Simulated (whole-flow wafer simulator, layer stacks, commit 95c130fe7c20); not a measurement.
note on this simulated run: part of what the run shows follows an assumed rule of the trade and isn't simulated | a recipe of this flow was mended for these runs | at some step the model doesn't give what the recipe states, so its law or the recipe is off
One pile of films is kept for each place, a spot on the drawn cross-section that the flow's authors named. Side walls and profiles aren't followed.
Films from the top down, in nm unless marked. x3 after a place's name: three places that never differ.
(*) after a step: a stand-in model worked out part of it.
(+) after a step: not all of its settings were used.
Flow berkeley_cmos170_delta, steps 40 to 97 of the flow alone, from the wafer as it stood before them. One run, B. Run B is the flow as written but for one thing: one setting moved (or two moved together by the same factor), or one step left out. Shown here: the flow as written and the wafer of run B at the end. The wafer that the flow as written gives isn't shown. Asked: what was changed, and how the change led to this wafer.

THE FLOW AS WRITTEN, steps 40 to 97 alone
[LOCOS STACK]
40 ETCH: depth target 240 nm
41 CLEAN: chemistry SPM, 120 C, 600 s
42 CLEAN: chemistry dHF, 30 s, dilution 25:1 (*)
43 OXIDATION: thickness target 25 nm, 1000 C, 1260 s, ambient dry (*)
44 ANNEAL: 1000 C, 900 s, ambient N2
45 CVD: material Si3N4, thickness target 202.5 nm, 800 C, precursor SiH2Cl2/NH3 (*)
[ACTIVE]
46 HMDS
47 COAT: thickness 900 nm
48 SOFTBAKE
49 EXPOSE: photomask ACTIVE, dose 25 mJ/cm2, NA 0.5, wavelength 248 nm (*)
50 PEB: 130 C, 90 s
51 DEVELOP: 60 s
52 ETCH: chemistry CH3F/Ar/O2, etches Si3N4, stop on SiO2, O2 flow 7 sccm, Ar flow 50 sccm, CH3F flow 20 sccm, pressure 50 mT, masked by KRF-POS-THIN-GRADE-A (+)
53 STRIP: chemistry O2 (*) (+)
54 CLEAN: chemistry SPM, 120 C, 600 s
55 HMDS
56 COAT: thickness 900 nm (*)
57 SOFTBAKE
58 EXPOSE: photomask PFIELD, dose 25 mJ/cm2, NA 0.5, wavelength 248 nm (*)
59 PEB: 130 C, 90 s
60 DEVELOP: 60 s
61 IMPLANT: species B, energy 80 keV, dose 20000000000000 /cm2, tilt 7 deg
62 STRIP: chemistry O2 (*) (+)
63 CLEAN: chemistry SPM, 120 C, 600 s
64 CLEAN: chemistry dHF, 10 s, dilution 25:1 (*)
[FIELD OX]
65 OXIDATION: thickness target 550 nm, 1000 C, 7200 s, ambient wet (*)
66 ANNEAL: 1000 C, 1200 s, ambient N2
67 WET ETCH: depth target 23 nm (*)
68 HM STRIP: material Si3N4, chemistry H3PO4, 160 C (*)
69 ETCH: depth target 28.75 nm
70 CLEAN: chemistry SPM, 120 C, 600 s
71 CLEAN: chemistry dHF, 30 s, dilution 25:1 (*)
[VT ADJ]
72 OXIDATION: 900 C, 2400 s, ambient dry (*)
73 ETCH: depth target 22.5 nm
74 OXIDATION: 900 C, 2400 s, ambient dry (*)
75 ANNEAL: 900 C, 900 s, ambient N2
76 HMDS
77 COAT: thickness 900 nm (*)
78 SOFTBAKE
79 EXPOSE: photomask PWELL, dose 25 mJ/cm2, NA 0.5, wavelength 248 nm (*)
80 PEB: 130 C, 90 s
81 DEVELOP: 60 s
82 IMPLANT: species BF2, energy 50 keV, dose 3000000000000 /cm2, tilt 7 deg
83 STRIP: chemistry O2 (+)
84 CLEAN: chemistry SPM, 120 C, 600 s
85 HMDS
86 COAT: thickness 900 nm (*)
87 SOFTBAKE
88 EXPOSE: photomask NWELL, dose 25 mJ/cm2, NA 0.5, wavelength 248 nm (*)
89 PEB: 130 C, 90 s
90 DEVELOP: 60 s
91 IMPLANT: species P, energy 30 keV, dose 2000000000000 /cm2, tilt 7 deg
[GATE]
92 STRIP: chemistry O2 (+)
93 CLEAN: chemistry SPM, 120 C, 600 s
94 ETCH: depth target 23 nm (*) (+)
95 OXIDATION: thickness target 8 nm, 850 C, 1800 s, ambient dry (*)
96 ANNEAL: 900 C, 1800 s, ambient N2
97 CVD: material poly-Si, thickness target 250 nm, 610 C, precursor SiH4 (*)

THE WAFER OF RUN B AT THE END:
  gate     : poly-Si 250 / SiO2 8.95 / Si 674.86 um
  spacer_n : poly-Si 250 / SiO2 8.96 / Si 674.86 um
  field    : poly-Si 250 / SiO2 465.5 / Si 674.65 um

The cause: step 40, ETCH: depth target 132 nm was run, where the flow has depth target 240 nm.

How the change led to this, step by step:
  40 ETCH: depth target 240 nm
      field, sd_n, spacer_n and 6 more: SiO2 -132 (as written it would be: SiO2 -197.6 (all of it))
  41 CLEAN: chemistry SPM, 120 C, 600 s
      field, sd_n, spacer_n and 6 more: nothing (as written it would be: chemical SiO2 +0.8 (new film), Si -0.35)
  42 CLEAN: chemistry dHF, 30 s, dilution 25:1 (*)
      field, sd_n, spacer_n and 6 more: SiO2 -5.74 (as written it would be: chemical SiO2 -0.8 (all of it))
  43 OXIDATION: thickness target 25 nm, 1000 C, 1260 s, ambient dry (*)
      field, sd_n, spacer_n and 6 more: SiO2 +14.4, Si -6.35 (as written it would be: SiO2 +26.6 (new film), Si -11.7)
  65 OXIDATION: thickness target 550 nm, 1000 C, 7200 s, ambient wet (*)
      gate, gate_p, m1: SiO2 +12.1 (new film), Si3N4 -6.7, SiO2 +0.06 (as written it would be: SiO2 +12.1 (new film), Si3N4 -6.7)
      spacer_n, spacer_p: SiO2 +12.1 (new film), Si3N4 -6.7, SiO2 +0.07 (as written it would be: SiO2 +12.1 (new film), Si3N4 -6.7)
      (and at 4 more places)
  69 ETCH: depth target 28.75 nm
      spacer_n, gate, spacer_p, gate_p, m1: SiO2 -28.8 (as written it would be: SiO2 -17.5 (all of it))
      sd_n, sd_p: SiO2 -28.7 (as written it would be: SiO2 -17.6 (all of it))
      (and at 1 more place)
  70 CLEAN: chemistry SPM, 120 C, 600 s
      sd_n, spacer_n, gate, sd_p, spacer_p, gate_p, contact, m1: nothing (as written it would be: chemical SiO2 +0.8 (new film), Si -0.35)
  71 CLEAN: chemistry dHF, 30 s, dilution 25:1 (*)
      sd_n, spacer_n, gate, sd_p, spacer_p, gate_p, contact, m1: SiO2 -5.74 (as written it would be: chemical SiO2 -0.8 (all of it))
  72 OXIDATION: 900 C, 2400 s, ambient dry (*)
      spacer_n, gate, spacer_p, gate_p, m1: SiO2 +9.43, Si -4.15 (as written it would be: SiO2 +14.9 (new film), Si -6.57)
      sd_n: SiO2 +8.68, Si -3.82 (as written it would be: SiO2 +14.9 (new film), Si -6.57)
      (and at 2 more places)
  73 ETCH: depth target 22.5 nm
      sd_n, spacer_n, gate, sd_p, spacer_p, gate_p, contact, m1: SiO2 -22.5 (as written it would be: SiO2 -14.9 (all of it))
  74 OXIDATION: 900 C, 2400 s, ambient dry (*)
      spacer_n, gate, spacer_p, gate_p, contact, m1: SiO2 +8.68, Si -3.82 (as written it would be: SiO2 +14.9 (new film), Si -6.57)
      sd_n: SiO2 +7.96, Si -3.5 (as written it would be: SiO2 +14.9 (new film), Si -6.57)
      (and at 1 more place)
  94 ETCH: depth target 23 nm (*) (+)
      sd_n, spacer_n, gate, sd_p, spacer_p, gate_p, contact, m1: SiO2 -23 (as written it would be: SiO2 -14.9 (all of it))
  95 OXIDATION: thickness target 8 nm, 850 C, 1800 s, ambient dry (*)
      spacer_n, gate, spacer_p, gate_p, contact, m1: SiO2 +5.48, Si -2.41 (as written it would be: SiO2 +7.48 (new film), Si -3.29)
      sd_n: SiO2 +4.19, Si -1.84 (as written it would be: SiO2 +7.48 (new film), Si -3.29)
      (and at 1 more place)
